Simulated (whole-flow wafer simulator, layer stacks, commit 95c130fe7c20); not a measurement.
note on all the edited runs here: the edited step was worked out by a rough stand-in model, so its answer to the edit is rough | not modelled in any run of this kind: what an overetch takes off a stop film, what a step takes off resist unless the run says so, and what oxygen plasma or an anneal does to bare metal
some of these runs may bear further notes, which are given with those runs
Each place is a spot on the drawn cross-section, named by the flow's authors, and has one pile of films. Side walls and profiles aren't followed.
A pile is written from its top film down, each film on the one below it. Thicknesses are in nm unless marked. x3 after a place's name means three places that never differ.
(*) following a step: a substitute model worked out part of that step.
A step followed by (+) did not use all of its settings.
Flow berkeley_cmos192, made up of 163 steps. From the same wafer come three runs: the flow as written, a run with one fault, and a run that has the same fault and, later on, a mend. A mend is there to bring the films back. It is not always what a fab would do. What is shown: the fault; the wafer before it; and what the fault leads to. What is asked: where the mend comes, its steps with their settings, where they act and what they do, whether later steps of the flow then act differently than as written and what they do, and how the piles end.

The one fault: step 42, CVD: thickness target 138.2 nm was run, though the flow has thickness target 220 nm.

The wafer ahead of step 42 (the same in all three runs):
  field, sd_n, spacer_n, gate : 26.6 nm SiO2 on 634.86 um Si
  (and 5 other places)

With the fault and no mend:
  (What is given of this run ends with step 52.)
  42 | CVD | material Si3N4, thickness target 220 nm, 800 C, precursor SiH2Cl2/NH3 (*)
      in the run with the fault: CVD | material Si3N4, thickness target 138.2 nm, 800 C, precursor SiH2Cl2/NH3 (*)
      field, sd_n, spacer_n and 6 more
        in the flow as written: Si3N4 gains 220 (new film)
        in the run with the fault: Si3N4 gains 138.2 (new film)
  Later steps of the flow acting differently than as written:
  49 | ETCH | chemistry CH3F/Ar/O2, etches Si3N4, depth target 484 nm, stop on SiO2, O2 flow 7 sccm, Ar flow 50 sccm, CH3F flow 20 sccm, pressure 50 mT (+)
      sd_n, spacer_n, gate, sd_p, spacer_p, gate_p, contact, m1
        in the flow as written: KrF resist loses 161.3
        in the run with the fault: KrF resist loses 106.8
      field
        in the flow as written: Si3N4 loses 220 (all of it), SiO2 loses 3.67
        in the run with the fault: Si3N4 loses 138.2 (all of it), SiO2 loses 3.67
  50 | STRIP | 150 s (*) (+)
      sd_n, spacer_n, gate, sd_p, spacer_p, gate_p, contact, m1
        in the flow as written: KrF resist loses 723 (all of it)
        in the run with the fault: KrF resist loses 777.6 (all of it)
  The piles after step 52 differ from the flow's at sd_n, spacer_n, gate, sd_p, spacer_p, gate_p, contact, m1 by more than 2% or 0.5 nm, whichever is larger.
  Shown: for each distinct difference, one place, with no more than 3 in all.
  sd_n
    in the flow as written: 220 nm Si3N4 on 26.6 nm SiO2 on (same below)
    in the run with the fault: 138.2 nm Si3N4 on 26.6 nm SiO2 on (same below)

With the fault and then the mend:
  The mend stands after step 48.
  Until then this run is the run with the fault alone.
  48a | STRIP | 150 s (*) (+)
      sd_n, spacer_n, gate, sd_p, spacer_p, gate_p, contact, m1
        KrF resist loses 884.4 (all of it)
  48b | CLEAN | chemistry SPM (a further turn of the flow's step 34)
      alters no film at any place that is followed
  48c | CVD | material Si3N4, thickness target 81.84 nm, 800 C, precursor SiH2Cl2/NH3 (*) (a further turn of the flow's step 42, with different settings)
      field, sd_n, spacer_n and 6 more
        Si3N4 gains 81.8
  48d | HMDS (a further turn of the flow's step 43)
      alters no film at any place that is followed
  48e | COAT | KrF resist, thickness 900 nm (a further turn of the flow's step 44)
      field, sd_n, spacer_n and 6 more
        KrF resist gains 900 (new film)
  48f | SOFTBAKE | KrF resist (a further turn of the flow's step 45)
      alters no film at any place that is followed
  48g | EXPOSE | photomask ACTIVE, dose 18 mJ/cm2, NA 0.5, wavelength 248 nm (*) (a further turn of the flow's step 46)
      alters no film at any place that is followed
  48h | PEB | KrF resist, 130 C, 60 s (a further turn of the flow's step 47)
      field, sd_n, spacer_n and 6 more
        KrF resist loses 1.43
  48i | DEVELOP | KrF resist, thickness 900 nm, developer developer-D-0.26N, 45 s (a further turn of the flow's step 48)
      sd_n, spacer_n, gate, sd_p, spacer_p, gate_p, contact, m1
        KrF resist loses 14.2
      field
        KrF resist loses 898.6 (all of it)
  None of the later steps of the flow differs from how it acts as written, at any place that is followed, by more than 2% or 0.5 nm, whichever is larger.
  At every place that both follow, the piles at the end match the flow's.
